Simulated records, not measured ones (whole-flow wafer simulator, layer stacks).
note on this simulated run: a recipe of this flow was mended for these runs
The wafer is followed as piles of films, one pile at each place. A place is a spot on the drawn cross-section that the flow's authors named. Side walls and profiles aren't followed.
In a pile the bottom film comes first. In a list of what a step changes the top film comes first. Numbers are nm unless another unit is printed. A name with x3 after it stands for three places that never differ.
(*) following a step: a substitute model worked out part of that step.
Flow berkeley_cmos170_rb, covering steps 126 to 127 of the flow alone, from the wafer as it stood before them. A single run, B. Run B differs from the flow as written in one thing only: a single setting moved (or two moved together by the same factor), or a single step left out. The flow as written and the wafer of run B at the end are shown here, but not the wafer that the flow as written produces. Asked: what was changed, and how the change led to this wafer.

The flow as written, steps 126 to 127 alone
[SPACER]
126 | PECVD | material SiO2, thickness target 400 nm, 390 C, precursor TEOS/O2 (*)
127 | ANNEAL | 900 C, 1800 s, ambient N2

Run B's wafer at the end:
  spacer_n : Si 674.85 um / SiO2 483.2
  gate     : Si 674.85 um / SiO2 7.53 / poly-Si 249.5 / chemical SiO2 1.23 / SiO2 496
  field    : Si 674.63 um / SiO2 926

The reason: step 126, PECVD: thickness target 496 nm was run, whereas the flow has thickness target 400 nm.
The wafer itself shows it: gate has SiO2 496, and step 126 as written asks for 400 nm.

How this came from the change, step by step:
  126 | PECVD | material SiO2, thickness target 400 nm, 390 C, precursor TEOS/O2 (*)
      field, sd_n, contact, m1: SiO2 gains 496 (as written it would have been: SiO2 gains 400)
      spacer_n, sd_p, spacer_p: SiO2 gains 477.2 (as written it would have been: SiO2 gains 385.3)
      (also at 2 further places)
